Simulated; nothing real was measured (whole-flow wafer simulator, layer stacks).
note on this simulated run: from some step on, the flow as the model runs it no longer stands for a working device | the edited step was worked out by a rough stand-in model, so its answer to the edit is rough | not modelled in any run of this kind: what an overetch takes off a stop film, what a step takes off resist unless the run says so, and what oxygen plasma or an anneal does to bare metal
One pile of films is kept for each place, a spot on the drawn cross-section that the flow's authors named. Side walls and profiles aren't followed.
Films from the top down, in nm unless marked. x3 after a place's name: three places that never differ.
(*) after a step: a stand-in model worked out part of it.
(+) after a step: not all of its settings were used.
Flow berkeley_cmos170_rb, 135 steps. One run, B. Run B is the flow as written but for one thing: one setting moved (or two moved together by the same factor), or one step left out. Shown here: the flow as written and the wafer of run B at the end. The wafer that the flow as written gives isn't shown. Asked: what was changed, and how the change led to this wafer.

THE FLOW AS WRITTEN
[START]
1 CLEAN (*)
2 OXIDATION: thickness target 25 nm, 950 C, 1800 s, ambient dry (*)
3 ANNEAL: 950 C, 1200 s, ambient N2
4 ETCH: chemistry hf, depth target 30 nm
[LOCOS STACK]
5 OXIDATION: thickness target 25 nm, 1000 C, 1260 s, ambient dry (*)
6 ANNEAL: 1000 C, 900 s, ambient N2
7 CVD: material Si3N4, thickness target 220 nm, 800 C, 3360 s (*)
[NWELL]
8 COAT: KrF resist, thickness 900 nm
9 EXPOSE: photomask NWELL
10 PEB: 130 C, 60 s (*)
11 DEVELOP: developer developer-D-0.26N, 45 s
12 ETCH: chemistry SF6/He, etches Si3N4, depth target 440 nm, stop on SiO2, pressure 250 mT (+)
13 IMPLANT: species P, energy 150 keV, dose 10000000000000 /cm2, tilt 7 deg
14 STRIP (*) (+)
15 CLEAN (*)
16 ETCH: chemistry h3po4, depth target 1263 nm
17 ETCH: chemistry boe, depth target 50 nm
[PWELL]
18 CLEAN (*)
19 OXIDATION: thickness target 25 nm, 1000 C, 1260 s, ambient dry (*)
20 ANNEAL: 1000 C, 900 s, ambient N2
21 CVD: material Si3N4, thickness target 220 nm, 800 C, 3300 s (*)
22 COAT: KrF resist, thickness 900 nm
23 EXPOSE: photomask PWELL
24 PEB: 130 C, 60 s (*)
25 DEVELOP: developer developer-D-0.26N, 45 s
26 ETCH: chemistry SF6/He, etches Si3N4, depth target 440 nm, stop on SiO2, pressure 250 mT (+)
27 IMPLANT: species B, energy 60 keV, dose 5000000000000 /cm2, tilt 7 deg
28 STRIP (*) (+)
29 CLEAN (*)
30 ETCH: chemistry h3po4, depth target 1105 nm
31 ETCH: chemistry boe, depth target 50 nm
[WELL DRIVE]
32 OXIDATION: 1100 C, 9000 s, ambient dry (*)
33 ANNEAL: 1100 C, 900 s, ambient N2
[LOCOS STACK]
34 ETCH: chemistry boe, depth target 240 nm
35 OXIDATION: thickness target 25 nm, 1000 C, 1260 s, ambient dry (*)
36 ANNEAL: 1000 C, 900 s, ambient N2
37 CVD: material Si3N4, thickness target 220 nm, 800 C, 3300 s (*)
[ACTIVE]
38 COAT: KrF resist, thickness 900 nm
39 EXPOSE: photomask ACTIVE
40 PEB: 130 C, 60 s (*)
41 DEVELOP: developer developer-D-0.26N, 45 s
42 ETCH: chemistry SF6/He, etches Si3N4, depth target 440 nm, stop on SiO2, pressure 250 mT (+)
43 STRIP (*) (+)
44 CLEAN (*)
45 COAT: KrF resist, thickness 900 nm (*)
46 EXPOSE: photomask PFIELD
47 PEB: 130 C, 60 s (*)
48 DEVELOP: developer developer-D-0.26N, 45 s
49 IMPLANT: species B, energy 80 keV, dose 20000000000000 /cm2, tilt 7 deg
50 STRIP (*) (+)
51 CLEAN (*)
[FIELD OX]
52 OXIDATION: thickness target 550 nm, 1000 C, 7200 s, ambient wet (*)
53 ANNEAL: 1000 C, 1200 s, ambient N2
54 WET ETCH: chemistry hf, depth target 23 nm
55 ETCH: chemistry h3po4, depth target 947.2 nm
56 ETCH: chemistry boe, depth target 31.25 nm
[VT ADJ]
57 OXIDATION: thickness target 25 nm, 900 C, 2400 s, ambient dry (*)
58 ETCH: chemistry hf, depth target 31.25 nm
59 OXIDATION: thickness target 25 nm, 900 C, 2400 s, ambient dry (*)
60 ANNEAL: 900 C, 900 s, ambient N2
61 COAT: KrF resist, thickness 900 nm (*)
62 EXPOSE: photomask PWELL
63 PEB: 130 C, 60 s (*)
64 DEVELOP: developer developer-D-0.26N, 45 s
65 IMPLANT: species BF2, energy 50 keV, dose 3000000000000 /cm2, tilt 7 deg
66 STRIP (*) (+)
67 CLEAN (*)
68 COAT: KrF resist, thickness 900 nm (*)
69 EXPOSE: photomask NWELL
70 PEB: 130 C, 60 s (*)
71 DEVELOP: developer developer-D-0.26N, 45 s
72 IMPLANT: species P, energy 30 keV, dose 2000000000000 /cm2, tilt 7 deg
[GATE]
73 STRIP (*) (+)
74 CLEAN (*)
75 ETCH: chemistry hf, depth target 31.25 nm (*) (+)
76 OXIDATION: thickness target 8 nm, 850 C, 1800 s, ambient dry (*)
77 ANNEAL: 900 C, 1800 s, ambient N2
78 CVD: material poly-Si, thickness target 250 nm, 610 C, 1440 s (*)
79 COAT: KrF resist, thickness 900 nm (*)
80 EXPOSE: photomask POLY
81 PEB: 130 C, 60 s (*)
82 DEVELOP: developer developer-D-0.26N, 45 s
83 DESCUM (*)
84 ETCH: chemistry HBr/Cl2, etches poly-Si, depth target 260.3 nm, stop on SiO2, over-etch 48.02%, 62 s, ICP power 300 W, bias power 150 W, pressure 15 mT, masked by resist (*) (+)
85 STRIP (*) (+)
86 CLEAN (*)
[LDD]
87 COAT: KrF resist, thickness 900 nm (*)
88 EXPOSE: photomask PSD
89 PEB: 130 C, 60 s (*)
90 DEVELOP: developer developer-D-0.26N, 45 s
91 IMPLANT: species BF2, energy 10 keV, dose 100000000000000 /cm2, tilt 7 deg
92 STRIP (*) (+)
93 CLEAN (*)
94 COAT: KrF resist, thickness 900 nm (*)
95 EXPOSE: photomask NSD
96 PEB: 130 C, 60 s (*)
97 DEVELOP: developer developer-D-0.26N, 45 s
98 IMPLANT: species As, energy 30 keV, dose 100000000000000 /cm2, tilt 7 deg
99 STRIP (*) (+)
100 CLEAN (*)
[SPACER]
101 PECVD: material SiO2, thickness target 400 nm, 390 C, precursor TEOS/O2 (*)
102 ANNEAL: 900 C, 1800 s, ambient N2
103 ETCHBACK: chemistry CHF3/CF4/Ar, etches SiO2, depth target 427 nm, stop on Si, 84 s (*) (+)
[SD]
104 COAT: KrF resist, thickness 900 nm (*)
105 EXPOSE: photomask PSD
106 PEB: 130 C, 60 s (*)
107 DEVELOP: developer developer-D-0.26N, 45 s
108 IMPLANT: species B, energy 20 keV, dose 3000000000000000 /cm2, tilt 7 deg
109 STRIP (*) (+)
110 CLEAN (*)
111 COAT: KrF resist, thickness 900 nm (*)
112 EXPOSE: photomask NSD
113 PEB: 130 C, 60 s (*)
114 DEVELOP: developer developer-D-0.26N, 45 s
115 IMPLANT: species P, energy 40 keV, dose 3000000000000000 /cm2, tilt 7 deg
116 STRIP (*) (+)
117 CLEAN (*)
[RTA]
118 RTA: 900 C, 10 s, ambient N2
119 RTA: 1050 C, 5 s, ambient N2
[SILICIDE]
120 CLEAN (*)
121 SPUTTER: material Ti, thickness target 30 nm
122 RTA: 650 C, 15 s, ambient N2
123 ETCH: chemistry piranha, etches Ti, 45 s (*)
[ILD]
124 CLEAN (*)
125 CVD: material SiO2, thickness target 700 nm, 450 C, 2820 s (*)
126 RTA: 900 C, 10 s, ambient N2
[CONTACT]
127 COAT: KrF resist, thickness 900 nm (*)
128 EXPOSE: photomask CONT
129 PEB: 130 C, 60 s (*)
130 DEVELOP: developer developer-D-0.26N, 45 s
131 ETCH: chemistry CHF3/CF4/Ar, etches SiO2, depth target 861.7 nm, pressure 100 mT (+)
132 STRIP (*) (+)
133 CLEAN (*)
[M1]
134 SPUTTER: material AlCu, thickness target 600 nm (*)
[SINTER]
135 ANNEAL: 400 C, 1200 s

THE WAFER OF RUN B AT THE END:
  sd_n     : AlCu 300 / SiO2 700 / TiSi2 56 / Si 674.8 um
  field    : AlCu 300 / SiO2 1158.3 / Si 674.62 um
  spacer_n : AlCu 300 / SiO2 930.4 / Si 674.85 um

The cause: step 134, SPUTTER: thickness target 300 nm was run, where the flow has thickness target 600 nm.
It can be read off the wafer: sd_n has AlCu 300, and step 134 as written asks for 600 nm.

How the change led to this, step by step:
  134 SPUTTER: material AlCu, thickness target 600 nm (*)
      field, sd_n, spacer_n, gate, spacer_p, gate_p, m1: AlCu +300 (new film) (as written it would be: AlCu +600 (new film))
      sd_p: AlCu +267.4 (new film) (as written it would be: AlCu +545.9 (new film))
      (and at 1 more place)
